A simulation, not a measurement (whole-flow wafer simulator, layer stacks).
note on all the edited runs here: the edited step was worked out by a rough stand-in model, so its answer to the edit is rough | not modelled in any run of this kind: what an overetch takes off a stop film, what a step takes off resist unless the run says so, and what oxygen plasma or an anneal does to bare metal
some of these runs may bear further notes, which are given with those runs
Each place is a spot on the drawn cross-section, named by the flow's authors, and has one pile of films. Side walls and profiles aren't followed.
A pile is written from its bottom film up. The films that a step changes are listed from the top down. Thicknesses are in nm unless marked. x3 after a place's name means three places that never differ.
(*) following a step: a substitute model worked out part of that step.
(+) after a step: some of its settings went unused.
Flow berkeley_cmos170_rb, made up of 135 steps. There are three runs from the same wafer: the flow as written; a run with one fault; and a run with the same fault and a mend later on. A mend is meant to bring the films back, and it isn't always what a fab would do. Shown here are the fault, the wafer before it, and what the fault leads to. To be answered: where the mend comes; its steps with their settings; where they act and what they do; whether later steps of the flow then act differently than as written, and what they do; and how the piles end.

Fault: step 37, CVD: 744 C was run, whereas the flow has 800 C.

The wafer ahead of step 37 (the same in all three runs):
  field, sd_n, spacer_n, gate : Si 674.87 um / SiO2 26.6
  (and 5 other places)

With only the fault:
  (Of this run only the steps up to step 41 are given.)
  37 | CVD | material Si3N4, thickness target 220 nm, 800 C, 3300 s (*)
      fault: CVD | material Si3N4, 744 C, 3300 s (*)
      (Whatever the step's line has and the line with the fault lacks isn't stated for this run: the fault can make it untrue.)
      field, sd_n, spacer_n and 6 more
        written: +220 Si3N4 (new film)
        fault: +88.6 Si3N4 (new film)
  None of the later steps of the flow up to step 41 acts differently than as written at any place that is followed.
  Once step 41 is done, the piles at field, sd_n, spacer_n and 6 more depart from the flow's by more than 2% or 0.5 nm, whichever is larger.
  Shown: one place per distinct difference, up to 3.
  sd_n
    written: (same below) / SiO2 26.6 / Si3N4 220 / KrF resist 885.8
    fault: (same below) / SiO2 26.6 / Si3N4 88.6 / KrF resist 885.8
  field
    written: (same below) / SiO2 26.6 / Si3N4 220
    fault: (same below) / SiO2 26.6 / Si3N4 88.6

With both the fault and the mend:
  The mend follows step 41.
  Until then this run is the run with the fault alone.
  41a | STRIP (*) (+)
      sd_n, spacer_n, gate, sd_p, spacer_p, gate_p, contact, m1
        -885.8 KrF resist (all of it)
  41b | CLEAN (*)
      alters no film at any place that is followed
  41c | CVD | material Si3N4, thickness target 131.4 nm, 800 C, 1970 s (*) (the flow's step 37 again, with other settings)
      field, sd_n, spacer_n and 6 more
        +131.4 Si3N4
  41d | COAT | KrF resist, thickness 900 nm (the flow's step 38 again)
      field, sd_n, spacer_n and 6 more
        +900 KrF resist (new film)
  41e | EXPOSE | photomask ACTIVE (the flow's step 39 again)
      alters no film at any place that is followed
  41f | PEB | 130 C, 60 s (*) (the flow's step 40 again)
      alters no film at any place that is followed
  41g | DEVELOP | developer developer-D-0.26N, 45 s (the flow's step 41 again)
      sd_n, spacer_n, gate, sd_p, spacer_p, gate_p, contact, m1
        -14.2 KrF resist
      field
        -900 KrF resist (all of it)
  None of the later steps of the flow differs from how it acts as written, at any place that is followed, by more than 2% or 0.5 nm, whichever is larger.
  At every place that both follow, the piles at the end match the flow's.
